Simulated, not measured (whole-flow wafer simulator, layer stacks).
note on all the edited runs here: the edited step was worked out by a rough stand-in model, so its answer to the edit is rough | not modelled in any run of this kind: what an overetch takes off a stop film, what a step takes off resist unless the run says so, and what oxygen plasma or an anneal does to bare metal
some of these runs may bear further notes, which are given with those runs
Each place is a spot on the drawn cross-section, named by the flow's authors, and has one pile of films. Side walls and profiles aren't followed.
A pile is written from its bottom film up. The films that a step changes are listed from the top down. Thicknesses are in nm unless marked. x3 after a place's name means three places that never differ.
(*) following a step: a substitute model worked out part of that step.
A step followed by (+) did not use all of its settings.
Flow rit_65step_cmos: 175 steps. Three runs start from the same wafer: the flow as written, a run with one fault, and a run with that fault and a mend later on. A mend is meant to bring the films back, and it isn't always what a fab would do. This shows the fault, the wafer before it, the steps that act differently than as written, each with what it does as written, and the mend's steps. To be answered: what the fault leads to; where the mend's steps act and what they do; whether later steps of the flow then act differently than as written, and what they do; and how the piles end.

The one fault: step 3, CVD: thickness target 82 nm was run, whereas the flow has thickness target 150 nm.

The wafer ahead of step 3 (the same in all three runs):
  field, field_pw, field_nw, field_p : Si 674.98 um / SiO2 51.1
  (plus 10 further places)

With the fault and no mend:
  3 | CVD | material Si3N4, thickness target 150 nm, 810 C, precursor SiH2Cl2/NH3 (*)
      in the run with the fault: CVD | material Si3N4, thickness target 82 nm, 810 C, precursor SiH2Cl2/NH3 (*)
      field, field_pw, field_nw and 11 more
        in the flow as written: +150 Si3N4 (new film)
        in the run with the fault: +82 Si3N4 (new film)
  Later steps of the flow acting differently than as written (not shown: 58 more steps that differ only slightly, by at most 2% or 0.5 nm, whichever is larger):
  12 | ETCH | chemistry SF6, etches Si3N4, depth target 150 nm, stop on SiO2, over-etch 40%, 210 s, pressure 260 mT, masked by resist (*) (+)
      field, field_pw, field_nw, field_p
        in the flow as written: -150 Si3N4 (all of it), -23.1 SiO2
        in the run with the fault: -82 Si3N4 (all of it), -49.2 SiO2
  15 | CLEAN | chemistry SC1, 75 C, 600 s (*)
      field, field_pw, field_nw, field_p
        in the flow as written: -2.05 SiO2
        in the run with the fault: +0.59 chemical SiO2 (new film), -1.84 SiO2 (all of it), -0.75 Si
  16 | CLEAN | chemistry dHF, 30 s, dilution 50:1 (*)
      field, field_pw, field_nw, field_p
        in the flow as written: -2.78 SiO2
        in the run with the fault: -0.59 chemical SiO2 (all of it)
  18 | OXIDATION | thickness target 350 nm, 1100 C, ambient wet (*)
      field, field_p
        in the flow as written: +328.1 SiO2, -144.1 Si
        in the run with the fault: +347.4 SiO2 (new film), -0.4 chemical SiO2 (all of it), -152.4 Si
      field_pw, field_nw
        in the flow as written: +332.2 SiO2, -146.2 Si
        in the run with the fault: +350 SiO2 (new film), -0.4 chemical SiO2 (all of it), -153.8 Si
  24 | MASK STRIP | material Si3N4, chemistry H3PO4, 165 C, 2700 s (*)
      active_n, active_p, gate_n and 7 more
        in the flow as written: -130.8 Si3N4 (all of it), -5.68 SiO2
        in the run with the fault: -62.8 Si3N4 (all of it), -8.28 SiO2
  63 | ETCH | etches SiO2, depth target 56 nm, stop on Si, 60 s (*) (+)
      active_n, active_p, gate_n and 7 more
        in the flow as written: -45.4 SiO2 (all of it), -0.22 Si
        in the run with the fault: -42.8 SiO2 (all of it), -0.27 Si
  The piles end only slightly different from the flow's at the places that both follow, by no more than 2% or 0.5 nm, whichever is larger.

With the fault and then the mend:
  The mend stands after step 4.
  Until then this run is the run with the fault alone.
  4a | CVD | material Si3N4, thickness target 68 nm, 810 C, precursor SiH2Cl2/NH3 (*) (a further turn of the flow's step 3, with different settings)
      field, field_pw, field_nw and 11 more
        +68 Si3N4
  None of the later steps of the flow acts differently than as written at any place that is followed.
  At every place that both follow, the piles at the end match the flow's.
